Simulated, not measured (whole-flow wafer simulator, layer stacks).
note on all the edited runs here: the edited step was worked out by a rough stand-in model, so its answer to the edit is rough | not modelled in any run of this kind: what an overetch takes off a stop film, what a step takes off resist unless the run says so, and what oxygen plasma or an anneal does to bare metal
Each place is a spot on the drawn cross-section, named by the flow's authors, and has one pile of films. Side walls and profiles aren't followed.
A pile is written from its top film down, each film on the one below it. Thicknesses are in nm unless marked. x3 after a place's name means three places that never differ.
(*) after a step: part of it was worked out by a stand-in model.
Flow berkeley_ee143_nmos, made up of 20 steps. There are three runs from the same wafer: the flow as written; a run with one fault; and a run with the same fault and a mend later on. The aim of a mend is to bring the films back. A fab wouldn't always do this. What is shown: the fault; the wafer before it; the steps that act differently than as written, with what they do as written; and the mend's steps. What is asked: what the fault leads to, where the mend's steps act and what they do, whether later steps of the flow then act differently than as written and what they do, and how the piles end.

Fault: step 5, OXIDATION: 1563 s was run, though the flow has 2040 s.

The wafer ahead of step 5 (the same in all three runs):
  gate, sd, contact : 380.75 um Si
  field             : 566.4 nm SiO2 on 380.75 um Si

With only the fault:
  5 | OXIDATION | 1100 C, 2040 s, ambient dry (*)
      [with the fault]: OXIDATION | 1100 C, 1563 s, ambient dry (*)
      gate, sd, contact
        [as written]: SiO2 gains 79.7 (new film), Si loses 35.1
        [with the fault]: SiO2 gains 68 (new film), Si loses 29.9
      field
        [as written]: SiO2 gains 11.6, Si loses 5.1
        [with the fault]: SiO2 gains 8.91, Si loses 3.92
  Steps further on in the flow that do not act as written (1 more step, not shown, differs only slightly: by at most 2% or 0.5 nm, whichever is larger):
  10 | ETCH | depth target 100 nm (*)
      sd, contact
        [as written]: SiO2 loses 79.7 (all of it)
        [with the fault]: SiO2 loses 68 (all of it)
  The piles end different from the flow's at gate by more than 2% or 0.5 nm, whichever is larger.
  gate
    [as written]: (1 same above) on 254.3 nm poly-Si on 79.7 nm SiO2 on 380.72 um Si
    [with the fault]: (1 same above) on 254.3 nm poly-Si on 68 nm SiO2 on 380.72 um Si

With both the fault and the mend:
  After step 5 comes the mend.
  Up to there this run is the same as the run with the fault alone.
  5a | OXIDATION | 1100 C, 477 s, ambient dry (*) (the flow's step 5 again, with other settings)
      gate, sd, contact
        SiO2 gains 11.8, Si loses 5.19
      field
        SiO2 gains 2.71, Si loses 1.19
  Later steps of the flow that are run all act as written at every place that is followed, up to a difference of at most 2% or 0.5 nm, whichever is larger.
  At the end the piles are close to the flow's at the places that both follow, differing by at most 2% or 0.5 nm, whichever is larger.
